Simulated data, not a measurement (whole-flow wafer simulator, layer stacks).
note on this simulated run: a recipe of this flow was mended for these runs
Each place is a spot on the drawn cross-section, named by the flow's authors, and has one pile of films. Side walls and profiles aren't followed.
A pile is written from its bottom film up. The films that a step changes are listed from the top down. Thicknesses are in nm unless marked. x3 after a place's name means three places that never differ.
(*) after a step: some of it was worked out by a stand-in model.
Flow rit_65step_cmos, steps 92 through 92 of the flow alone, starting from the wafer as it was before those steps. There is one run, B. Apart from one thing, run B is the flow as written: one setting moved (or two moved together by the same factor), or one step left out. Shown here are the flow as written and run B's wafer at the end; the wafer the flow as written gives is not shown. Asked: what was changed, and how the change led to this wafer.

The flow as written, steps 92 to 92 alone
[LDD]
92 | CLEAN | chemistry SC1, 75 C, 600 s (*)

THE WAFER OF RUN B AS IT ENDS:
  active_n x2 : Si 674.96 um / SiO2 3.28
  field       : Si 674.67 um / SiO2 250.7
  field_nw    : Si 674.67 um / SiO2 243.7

What caused this: step 92, CLEAN: 65 C was run, whereas the flow has 75 C.

The path from the change to this, step by step:
  92 | CLEAN | chemistry SC1, 75 C, 600 s (*)
      field, field_pw, field_nw, field_p, active_n x2, spacer x6: -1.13 SiO2 (as written it would have been: -2.05 SiO2)
      gate_n x2: -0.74 chemical SiO2, -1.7 poly-Si (as written it would have been: -0.74 chemical SiO2, -3.77 poly-Si)
